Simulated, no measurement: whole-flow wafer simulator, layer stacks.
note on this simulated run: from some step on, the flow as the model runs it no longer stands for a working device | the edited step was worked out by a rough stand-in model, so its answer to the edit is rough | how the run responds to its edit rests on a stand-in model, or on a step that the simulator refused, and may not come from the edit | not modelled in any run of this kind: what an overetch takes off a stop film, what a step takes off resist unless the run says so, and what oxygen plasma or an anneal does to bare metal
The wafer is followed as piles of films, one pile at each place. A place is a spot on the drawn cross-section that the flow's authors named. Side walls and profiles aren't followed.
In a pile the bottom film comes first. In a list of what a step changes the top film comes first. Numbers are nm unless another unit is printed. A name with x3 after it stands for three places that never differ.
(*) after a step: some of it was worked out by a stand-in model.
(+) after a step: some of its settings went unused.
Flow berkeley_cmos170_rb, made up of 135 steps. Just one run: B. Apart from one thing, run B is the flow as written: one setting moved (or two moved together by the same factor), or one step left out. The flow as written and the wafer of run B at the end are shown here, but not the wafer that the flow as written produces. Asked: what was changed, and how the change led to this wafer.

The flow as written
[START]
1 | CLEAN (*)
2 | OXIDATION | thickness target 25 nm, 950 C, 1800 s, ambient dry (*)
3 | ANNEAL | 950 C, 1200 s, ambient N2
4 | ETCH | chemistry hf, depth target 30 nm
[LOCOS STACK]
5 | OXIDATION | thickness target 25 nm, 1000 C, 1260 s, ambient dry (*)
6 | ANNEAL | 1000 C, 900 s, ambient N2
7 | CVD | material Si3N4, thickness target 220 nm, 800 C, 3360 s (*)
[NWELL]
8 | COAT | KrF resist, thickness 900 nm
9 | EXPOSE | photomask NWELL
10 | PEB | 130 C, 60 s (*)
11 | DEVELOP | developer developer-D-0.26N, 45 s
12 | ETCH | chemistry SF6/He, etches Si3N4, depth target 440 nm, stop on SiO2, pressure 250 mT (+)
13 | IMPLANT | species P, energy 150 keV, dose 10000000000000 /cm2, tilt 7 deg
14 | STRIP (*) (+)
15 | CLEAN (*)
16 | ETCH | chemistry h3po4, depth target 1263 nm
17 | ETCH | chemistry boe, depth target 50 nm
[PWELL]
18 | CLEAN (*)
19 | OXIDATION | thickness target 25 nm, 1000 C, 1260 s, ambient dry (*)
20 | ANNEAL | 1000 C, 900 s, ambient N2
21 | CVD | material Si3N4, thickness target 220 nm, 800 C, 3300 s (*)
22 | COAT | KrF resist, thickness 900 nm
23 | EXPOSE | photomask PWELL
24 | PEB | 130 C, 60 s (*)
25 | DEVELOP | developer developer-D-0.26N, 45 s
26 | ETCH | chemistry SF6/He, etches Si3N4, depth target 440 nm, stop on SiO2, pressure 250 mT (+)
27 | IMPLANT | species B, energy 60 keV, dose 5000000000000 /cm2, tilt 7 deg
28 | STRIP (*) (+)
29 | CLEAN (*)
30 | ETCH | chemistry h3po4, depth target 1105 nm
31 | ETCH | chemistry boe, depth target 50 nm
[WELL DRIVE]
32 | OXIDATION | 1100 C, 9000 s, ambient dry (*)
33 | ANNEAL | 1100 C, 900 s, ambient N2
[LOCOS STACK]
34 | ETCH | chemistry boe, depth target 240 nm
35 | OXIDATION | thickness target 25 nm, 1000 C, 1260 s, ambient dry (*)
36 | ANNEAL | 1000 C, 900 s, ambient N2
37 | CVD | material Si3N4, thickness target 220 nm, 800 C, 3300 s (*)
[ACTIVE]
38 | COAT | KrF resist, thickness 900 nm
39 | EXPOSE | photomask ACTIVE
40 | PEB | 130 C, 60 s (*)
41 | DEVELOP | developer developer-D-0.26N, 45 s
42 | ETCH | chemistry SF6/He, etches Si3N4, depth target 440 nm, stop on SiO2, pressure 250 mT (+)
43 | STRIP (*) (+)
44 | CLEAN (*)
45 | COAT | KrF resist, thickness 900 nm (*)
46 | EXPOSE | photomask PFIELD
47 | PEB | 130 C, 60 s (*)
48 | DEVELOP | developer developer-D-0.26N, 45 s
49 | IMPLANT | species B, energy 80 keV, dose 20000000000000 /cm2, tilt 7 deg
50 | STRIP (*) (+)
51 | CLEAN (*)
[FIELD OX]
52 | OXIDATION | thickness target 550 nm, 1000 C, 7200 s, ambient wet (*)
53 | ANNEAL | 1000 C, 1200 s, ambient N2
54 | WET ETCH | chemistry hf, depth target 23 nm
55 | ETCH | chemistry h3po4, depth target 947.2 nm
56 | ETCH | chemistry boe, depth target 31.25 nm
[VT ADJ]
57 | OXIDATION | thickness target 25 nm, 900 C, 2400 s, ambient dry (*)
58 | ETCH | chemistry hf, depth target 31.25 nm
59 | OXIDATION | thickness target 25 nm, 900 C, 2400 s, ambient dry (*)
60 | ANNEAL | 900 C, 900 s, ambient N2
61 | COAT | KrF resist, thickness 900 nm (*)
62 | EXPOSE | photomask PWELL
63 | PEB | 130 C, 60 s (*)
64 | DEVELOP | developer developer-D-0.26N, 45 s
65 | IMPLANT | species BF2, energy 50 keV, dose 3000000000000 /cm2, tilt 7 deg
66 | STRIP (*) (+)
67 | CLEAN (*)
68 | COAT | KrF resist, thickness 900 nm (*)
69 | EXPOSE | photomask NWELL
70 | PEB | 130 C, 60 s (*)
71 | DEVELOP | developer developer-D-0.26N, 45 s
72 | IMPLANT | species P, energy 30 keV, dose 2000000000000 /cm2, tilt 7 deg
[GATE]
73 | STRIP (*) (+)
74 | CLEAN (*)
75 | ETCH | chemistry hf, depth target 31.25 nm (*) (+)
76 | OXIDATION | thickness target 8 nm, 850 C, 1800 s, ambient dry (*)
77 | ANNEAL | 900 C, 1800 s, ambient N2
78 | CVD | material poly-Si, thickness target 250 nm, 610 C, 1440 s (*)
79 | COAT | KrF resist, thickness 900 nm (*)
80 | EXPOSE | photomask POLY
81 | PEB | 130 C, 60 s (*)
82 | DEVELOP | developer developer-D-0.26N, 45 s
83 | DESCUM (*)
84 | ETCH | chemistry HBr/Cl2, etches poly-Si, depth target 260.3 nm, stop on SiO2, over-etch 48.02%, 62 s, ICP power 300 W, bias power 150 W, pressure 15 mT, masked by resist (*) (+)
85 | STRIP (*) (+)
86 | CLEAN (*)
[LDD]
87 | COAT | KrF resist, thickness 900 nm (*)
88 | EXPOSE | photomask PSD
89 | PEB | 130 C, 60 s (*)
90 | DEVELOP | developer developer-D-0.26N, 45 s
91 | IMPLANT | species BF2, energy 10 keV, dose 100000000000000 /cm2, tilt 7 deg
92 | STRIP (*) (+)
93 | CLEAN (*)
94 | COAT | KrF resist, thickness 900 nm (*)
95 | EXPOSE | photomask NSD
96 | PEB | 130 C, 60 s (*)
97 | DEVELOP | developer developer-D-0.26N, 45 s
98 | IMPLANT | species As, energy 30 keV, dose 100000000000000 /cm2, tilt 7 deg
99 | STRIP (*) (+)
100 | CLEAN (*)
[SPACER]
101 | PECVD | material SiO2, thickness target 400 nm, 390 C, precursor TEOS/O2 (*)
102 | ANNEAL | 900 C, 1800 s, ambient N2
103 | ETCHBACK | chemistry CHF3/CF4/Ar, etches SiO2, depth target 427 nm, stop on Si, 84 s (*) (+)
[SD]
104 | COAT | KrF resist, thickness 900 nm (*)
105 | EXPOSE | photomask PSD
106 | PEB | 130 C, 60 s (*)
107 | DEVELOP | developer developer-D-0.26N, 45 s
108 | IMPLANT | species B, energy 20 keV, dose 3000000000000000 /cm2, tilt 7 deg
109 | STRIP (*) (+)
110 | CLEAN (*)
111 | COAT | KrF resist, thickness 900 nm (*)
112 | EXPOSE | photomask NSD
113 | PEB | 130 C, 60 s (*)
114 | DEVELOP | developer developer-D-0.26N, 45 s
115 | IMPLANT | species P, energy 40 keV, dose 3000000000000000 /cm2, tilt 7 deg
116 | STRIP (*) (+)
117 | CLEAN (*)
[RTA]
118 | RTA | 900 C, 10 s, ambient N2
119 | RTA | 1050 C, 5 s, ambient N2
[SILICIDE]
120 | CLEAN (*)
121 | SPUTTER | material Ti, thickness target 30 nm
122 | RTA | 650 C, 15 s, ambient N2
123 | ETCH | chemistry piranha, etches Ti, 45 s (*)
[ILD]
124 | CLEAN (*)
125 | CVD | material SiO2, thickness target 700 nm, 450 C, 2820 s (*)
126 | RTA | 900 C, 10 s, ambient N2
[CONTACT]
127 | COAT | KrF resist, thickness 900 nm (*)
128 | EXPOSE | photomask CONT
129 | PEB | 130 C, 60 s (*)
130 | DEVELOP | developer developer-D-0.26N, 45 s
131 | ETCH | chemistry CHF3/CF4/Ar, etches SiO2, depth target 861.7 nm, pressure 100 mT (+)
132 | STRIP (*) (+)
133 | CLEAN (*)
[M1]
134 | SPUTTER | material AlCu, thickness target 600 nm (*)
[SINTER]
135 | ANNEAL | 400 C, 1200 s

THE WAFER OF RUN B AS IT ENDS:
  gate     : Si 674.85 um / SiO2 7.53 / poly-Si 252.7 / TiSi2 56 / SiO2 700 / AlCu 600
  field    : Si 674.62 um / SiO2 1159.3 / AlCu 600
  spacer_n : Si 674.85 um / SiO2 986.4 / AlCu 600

What caused this: step 78, CVD: thickness target 306 nm was run, while the flow as written has thickness target 250 nm; step 78, CVD: 1765 s was run, where the flow has 1440 s.

The path from the change to this, step by step:
  78 | CVD | material poly-Si, thickness target 250 nm, 610 C, 1440 s (*)
      field, sd_n, spacer_n and 6 more: +306 poly-Si (new film) (in the flow as written it would be: +250 poly-Si (new film))
  84 | ETCH | chemistry HBr/Cl2, etches poly-Si, depth target 260.3 nm, stop on SiO2, over-etch 48.02%, 62 s, ICP power 300 W, bias power 150 W, pressure 15 mT, masked by resist (*) (+)
      field, sd_n, spacer_n, sd_p, spacer_p, contact, m1: -306 poly-Si (all of it), -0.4 SiO2 (in the flow as written it would be: -250 poly-Si (all of it), -1.42 SiO2)
  87 | COAT | KrF resist, thickness 900 nm (*)
      gate: +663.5 KrF resist (new film) (in the flow as written it would be: +706 KrF resist (new film))
      gate_p: +664.1 KrF resist (new film) (in the flow as written it would be: +706.3 KrF resist (new film))
  90 | DEVELOP | developer developer-D-0.26N, 45 s
      gate_p: -664.1 KrF resist (all of it) (in the flow as written it would be: -706.3 KrF resist (all of it))
  92 | STRIP (*) (+)
      gate: -649.3 KrF resist (all of it) (in the flow as written it would be: -691.8 KrF resist (all of it))
  94 | COAT | KrF resist, thickness 900 nm (*)
      gate: +663.5 KrF resist (new film) (in the flow as written it would be: +706 KrF resist (new film))
      gate_p: +664.1 KrF resist (new film) (in the flow as written it would be: +706.3 KrF resist (new film))
  97 | DEVELOP | developer developer-D-0.26N, 45 s
      gate: -663.5 KrF resist (all of it) (in the flow as written it would be: -706 KrF resist (all of it))
  99 | STRIP (*) (+)
      gate_p: -649.9 KrF resist (all of it) (in the flow as written it would be: -692.1 KrF resist (all of it))
  103 | ETCHBACK | chemistry CHF3/CF4/Ar, etches SiO2, depth target 427 nm, stop on Si, 84 s (*) (+)
      spacer_n: -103 SiO2 (in the flow as written it would be: -157.9 SiO2)
      spacer_p: -102.9 SiO2 (in the flow as written it would be: -157.9 SiO2)
  104 | COAT | KrF resist, thickness 900 nm (*)
      spacer_n: +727 KrF resist (new film) (in the flow as written it would be: +766.3 KrF resist (new film))
      gate: +703.8 KrF resist (new film) (in the flow as written it would be: +742.1 KrF resist (new film))
      (also at 2 further places)
  107 | DEVELOP | developer developer-D-0.26N, 45 s
      spacer_p: -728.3 KrF resist (all of it) (in the flow as written it would be: -767.7 KrF resist (all of it))
      gate_p: -704.8 KrF resist (all of it) (in the flow as written it would be: -743.2 KrF resist (all of it))
  109 | STRIP (*) (+)
      spacer_n: -712.8 KrF resist (all of it) (in the flow as written it would be: -752.1 KrF resist (all of it))
      gate: -689.6 KrF resist (all of it) (in the flow as written it would be: -727.9 KrF resist (all of it))
  111 | COAT | KrF resist, thickness 900 nm (*)
      spacer_n: +727 KrF resist (new film) (in the flow as written it would be: +766.3 KrF resist (new film))
      gate: +703.8 KrF resist (new film) (in the flow as written it would be: +742.1 KrF resist (new film))
      (also at 2 further places)
  114 | DEVELOP | developer developer-D-0.26N, 45 s
      spacer_n: -727 KrF resist (all of it) (in the flow as written it would be: -766.3 KrF resist (all of it))
      gate: -703.8 KrF resist (all of it) (in the flow as written it would be: -742.1 KrF resist (all of it))
  116 | STRIP (*) (+)
      spacer_p: -714.1 KrF resist (all of it) (in the flow as written it would be: -753.5 KrF resist (all of it))
      gate_p: -690.6 KrF resist (all of it) (in the flow as written it would be: -729 KrF resist (all of it))
  127 | COAT | KrF resist, thickness 900 nm (*)
      spacer_n: +794.1 KrF resist (new film) (in the flow as written it would be: +819.8 KrF resist (new film))
      gate: +776.6 KrF resist (new film) (in the flow as written it would be: +798.4 KrF resist (new film))
      (also at 3 further places)
  132 | STRIP (*) (+)
      field: -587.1 KrF resist (all of it) (in the flow as written it would be: -575.3 KrF resist (all of it))
      spacer_n: -564.5 KrF resist (all of it) (in the flow as written it would be: -590.2 KrF resist (all of it))
      (also at 4 further places)
